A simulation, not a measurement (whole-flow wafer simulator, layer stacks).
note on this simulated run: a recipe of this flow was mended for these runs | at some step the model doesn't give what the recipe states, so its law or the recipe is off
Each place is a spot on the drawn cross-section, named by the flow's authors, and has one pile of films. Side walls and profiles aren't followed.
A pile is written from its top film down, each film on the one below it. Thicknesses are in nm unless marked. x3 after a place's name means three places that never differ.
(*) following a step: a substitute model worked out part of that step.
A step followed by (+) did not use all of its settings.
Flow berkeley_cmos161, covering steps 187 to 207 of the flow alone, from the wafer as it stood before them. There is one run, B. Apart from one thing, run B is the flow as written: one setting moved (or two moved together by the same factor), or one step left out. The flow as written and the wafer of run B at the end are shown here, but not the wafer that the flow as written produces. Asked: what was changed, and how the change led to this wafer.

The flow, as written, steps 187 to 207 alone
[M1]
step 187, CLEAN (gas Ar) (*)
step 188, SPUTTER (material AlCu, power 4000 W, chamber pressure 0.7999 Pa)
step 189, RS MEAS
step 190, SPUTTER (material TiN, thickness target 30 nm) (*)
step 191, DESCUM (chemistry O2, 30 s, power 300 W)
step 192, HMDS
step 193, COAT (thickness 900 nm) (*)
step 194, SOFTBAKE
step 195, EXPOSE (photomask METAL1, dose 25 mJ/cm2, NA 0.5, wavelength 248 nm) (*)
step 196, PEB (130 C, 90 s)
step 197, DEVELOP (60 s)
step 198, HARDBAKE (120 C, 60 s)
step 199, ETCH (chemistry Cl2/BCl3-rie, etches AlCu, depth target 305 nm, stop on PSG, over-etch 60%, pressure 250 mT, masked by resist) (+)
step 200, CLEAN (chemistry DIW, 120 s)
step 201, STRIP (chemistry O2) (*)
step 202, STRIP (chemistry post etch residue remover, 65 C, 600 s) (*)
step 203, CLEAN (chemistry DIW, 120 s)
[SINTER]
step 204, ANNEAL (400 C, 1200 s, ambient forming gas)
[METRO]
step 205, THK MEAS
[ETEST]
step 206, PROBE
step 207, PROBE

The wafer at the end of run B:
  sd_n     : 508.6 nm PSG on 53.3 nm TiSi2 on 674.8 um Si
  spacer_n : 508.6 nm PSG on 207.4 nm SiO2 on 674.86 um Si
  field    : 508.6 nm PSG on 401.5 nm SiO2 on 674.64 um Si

What caused this: step 199, ETCH: depth target 371 nm was run, while the flow as written has depth target 305 nm.

The path from the change to this, step by step:
  step 199, ETCH (chemistry Cl2/BCl3-rie, etches AlCu, depth target 305 nm, stop on PSG, over-etch 60%, pressure 250 mT, masked by resist) (+)
      field, sd_n, spacer_n, gate_n, spacer_p, gate_p: -30 TiN (all of it), -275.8 AlCu (all of it), -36 PSG (it would be, as written: -30 TiN (all of it), -275.8 AlCu (all of it), -22.8 PSG)
      contact, m1: -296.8 KrF-resist (it would be, as written: -244 KrF-resist)
      (as well as at 1 more place)
  step 201, STRIP (chemistry O2) (*)
      contact: -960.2 KrF-resist (all of it) (it would be, as written: -1013 KrF-resist (all of it))
      m1: -484.7 KrF-resist (all of it) (it would be, as written: -537.5 KrF-resist (all of it))
